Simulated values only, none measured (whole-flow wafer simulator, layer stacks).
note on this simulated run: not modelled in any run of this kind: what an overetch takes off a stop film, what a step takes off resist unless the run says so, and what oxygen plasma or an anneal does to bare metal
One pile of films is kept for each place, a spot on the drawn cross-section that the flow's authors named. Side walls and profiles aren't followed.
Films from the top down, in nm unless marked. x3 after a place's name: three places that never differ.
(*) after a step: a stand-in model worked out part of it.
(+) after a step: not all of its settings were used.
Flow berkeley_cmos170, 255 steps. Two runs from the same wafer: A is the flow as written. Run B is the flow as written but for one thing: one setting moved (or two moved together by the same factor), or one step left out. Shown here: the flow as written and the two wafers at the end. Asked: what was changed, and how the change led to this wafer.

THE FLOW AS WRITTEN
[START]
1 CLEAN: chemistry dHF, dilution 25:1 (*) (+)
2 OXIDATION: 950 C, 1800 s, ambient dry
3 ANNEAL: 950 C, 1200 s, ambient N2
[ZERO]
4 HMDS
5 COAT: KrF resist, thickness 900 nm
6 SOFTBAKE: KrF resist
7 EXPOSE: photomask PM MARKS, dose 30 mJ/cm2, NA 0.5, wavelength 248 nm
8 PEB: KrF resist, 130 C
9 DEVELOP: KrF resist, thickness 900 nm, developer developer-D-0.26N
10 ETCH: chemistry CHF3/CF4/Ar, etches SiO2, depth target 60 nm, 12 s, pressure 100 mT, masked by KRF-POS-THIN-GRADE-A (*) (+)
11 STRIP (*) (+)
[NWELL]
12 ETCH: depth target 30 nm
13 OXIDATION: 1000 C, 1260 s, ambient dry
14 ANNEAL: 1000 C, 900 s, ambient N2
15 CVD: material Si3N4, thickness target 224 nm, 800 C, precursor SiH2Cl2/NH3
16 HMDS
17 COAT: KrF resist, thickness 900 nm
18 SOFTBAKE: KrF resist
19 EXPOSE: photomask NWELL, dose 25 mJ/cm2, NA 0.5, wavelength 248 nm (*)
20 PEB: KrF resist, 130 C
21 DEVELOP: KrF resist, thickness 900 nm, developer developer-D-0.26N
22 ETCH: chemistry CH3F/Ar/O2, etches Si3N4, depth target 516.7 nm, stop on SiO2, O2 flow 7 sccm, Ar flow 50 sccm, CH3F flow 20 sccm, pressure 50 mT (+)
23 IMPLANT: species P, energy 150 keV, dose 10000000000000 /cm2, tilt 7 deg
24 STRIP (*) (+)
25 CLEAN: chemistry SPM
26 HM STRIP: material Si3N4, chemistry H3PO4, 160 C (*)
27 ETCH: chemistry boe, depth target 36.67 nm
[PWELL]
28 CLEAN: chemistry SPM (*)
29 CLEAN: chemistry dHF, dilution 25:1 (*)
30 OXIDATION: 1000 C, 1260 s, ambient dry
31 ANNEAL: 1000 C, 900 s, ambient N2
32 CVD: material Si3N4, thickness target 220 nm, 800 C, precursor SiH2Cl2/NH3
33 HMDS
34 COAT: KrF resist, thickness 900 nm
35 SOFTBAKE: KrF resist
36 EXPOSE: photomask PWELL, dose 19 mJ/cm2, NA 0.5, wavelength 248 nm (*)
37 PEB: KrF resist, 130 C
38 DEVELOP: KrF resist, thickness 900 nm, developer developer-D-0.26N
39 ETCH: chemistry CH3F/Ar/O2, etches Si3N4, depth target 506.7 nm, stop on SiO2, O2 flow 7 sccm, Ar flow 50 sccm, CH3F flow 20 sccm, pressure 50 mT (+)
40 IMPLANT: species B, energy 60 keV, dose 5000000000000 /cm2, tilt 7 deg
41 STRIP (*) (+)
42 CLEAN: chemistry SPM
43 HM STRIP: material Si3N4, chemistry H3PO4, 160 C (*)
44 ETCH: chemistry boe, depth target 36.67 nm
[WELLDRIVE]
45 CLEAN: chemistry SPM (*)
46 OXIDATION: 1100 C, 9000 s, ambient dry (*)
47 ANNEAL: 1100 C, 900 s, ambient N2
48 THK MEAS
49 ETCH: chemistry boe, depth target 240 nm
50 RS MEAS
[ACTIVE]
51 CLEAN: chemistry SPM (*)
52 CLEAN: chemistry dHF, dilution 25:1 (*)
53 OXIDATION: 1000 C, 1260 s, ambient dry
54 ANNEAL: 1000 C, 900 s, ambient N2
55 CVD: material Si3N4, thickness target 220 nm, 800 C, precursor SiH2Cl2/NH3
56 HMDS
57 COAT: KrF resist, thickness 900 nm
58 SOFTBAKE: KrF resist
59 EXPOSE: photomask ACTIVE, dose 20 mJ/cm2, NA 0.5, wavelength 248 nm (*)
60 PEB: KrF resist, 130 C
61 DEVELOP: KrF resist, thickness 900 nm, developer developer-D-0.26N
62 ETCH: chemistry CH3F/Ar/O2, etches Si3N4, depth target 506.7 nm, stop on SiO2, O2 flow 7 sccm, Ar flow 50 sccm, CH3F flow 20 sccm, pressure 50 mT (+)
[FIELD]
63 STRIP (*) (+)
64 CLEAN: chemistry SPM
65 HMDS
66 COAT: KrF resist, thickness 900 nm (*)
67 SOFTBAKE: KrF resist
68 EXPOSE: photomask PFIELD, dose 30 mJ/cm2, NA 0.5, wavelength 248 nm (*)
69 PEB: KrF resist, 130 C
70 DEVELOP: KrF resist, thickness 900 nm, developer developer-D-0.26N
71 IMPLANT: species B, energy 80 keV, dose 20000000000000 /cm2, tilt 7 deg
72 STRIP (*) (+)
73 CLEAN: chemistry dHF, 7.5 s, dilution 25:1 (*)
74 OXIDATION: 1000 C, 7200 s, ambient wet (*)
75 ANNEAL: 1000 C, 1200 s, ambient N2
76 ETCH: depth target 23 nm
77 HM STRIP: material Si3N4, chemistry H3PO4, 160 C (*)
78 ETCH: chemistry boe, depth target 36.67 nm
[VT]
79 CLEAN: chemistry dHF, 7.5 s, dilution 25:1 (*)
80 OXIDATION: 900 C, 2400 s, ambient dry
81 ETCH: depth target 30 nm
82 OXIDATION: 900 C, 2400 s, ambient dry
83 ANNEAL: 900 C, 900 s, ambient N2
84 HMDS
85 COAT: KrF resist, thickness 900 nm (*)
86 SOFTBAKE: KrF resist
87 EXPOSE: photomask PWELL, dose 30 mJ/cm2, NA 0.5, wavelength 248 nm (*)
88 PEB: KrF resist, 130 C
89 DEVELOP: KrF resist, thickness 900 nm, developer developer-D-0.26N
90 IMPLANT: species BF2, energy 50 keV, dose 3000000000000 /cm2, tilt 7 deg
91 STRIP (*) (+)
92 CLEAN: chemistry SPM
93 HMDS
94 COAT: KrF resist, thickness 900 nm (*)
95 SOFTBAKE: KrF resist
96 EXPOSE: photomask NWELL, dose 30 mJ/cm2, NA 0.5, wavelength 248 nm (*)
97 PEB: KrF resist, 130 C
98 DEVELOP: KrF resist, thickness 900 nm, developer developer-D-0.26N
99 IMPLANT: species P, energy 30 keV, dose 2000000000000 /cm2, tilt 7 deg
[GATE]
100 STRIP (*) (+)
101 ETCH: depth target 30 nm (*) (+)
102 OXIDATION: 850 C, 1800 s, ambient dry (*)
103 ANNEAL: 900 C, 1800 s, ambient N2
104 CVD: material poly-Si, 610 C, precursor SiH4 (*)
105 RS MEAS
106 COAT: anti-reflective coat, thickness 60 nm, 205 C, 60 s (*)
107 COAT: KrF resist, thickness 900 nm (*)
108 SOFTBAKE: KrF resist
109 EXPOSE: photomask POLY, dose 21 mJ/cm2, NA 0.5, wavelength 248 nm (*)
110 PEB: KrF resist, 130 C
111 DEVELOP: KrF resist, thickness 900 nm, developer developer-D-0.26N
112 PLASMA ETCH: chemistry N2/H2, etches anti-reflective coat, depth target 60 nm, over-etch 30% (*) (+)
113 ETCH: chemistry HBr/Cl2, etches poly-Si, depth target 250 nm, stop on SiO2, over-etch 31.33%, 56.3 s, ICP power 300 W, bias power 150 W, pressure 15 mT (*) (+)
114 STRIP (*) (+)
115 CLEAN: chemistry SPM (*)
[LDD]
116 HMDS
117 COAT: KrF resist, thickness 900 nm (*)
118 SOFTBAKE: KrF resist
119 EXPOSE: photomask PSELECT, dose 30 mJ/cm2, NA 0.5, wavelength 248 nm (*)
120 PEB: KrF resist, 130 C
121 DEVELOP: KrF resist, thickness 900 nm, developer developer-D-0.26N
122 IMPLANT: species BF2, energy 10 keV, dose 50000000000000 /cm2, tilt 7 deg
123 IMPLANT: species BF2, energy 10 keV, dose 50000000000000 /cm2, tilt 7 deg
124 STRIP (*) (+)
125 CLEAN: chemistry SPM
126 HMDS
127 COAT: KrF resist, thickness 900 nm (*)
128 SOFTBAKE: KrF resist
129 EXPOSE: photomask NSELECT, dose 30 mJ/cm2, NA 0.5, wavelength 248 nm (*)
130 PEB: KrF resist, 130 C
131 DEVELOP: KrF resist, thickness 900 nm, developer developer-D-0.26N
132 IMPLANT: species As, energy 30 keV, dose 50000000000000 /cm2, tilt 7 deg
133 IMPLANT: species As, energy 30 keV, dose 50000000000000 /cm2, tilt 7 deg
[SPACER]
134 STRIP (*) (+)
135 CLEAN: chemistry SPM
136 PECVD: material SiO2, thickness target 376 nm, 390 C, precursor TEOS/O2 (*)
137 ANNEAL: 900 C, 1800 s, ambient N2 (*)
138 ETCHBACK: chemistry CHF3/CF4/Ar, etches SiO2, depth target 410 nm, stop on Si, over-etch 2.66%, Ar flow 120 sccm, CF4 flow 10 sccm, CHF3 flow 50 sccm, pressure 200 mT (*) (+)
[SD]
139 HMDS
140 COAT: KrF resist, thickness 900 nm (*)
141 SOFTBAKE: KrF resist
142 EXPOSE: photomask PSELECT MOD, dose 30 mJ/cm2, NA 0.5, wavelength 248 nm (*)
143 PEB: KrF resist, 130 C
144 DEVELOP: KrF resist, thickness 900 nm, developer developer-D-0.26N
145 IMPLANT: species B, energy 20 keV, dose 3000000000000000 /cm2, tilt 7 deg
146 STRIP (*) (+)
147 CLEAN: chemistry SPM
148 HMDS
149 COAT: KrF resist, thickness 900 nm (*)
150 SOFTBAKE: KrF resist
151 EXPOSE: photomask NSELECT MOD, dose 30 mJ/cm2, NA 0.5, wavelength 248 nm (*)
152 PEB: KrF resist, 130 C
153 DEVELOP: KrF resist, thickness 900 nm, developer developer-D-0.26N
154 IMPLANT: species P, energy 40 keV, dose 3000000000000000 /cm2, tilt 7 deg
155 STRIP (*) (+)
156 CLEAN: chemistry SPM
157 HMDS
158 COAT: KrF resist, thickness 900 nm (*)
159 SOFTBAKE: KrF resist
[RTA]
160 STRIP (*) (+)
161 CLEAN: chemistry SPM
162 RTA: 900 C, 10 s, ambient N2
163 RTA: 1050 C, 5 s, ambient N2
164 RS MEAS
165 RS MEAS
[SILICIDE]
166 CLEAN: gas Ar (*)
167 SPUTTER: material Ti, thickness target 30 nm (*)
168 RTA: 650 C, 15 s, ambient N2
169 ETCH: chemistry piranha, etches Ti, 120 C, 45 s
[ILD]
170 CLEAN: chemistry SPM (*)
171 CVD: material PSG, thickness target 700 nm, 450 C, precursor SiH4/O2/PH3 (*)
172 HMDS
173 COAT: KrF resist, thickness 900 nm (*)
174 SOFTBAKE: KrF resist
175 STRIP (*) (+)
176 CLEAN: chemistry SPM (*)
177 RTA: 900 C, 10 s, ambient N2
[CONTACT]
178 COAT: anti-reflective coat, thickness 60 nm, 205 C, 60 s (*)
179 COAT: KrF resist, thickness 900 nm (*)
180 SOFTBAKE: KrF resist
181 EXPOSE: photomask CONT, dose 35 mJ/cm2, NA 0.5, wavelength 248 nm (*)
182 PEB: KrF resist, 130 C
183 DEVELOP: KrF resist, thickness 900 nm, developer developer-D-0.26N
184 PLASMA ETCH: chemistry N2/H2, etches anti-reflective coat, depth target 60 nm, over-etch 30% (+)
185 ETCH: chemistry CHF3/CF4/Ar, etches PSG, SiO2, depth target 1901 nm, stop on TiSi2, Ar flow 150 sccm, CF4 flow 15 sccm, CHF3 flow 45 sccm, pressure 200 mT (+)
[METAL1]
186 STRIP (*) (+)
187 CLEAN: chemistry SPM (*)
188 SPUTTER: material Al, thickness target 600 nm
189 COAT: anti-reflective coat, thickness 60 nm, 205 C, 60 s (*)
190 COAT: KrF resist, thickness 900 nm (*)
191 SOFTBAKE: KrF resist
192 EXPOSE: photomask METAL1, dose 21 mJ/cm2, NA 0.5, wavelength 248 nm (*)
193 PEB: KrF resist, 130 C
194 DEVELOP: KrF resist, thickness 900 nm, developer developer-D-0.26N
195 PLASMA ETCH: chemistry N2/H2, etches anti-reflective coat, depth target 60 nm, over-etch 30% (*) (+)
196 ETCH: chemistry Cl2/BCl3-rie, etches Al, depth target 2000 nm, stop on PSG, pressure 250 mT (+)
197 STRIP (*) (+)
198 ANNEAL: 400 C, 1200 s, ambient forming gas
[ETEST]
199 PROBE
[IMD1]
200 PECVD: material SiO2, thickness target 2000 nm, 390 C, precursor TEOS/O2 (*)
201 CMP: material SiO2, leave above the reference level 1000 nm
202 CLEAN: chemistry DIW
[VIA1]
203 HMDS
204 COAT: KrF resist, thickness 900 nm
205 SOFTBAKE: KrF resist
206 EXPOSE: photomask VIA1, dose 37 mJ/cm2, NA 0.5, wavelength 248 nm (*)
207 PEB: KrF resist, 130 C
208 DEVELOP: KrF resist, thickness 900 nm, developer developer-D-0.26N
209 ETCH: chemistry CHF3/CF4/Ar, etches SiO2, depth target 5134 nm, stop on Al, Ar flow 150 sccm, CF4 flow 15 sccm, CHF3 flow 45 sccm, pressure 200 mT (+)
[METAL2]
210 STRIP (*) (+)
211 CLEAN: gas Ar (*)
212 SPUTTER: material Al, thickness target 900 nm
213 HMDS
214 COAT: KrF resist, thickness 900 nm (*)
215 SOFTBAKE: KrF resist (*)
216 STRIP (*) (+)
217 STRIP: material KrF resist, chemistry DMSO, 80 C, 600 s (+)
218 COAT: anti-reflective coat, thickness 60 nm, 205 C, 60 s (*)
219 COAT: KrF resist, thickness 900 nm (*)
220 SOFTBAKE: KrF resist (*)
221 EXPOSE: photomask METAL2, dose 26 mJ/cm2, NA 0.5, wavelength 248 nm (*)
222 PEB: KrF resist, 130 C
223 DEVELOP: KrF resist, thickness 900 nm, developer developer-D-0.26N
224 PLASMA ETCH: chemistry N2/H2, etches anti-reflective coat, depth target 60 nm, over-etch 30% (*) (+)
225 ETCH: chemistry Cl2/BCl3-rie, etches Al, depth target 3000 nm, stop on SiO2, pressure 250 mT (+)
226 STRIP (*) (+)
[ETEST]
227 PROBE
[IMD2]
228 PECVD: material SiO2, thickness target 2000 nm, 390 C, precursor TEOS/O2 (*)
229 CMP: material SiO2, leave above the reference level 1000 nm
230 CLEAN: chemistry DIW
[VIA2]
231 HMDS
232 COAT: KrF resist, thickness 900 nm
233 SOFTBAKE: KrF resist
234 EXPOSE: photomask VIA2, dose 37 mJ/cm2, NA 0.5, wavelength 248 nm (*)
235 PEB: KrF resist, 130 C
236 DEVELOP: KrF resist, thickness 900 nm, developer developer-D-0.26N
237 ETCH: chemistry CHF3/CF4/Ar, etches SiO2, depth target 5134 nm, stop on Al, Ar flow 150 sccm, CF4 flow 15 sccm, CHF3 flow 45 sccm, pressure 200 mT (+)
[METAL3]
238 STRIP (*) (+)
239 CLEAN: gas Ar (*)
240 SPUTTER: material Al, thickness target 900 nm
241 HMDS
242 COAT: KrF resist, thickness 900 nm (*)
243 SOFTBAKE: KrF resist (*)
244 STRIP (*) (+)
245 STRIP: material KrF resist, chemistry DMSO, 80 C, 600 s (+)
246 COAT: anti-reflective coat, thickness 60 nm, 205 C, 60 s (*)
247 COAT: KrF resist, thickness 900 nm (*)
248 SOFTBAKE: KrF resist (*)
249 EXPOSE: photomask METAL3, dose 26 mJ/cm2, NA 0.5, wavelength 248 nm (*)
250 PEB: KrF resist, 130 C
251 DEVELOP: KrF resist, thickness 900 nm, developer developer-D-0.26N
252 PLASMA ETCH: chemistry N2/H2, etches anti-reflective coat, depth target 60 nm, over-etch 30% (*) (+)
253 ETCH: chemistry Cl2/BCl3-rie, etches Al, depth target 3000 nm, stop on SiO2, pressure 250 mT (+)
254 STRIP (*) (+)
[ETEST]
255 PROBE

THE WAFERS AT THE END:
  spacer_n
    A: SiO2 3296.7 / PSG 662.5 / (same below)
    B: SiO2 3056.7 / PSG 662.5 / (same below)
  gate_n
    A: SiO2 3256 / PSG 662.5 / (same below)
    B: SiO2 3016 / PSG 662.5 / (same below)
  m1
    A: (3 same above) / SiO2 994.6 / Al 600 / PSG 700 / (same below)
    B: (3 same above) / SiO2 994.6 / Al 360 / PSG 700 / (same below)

The cause: step 188, SPUTTER: thickness target 360 nm was run, where the flow has thickness target 600 nm.
It can be read off the wafer: m1 has Al 360, and step 188 as written asks for 600 nm.

How the change led to this, step by step:
  188 SPUTTER: material Al, thickness target 600 nm
      field, sd_n, spacer_n and 7 more: A Al +600 (new film) | B Al +360 (new film)
      sd_p: A Al +573.8 (new film) | B Al +337.5 (new film)
      (and at 1 more place)
  189 COAT: anti-reflective coat, thickness 60 nm, 205 C, 60 s (*)
      sd_n: A anti-reflective coat +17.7 (new film) | B anti-reflective coat +11 (new film)
      contact: A anti-reflective coat +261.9 (new film) | B anti-reflective coat +235.1 (new film)
  190 COAT: KrF resist, thickness 900 nm (*)
      contact: A KrF resist +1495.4 (new film) | B KrF resist +1442.3 (new film)
  195 PLASMA ETCH: chemistry N2/H2, etches anti-reflective coat, depth target 60 nm, over-etch 30% (*) (+)
      sd_n: A anti-reflective coat -17.7 (all of it) | B anti-reflective coat -11 (all of it)
  196 ETCH: chemistry Cl2/BCl3-rie, etches Al, depth target 2000 nm, stop on PSG, pressure 250 mT (+)
      field, sd_n, spacer_n, gate_n, spacer_p, gate_p: A Al -600 (all of it), PSG -37.5 | B Al -360 (all of it), PSG -37.5
      contact, m1, via1, m2, via2: A KrF resist -450 | B KrF resist -330
      (and at 1 more place)
  197 STRIP (*) (+)
      contact: A KrF resist -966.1 (all of it), anti-reflective coat -261.9 (all of it) | B KrF resist -1033.4 (all of it), anti-reflective coat -235.1 (all of it)
      m1: A KrF resist -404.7 (all of it), anti-reflective coat -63 (all of it) | B KrF resist -524.1 (all of it), anti-reflective coat -62.7 (all of it)
      (and at 3 more places)
  201 CMP: material SiO2, leave above the reference level 1000 nm
      spacer_n, spacer_p: A SiO2 -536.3 | B SiO2 -776.3
      gate_n, gate_p: A SiO2 -577.1 | B SiO2 -817.1
      (and at 4 more places)
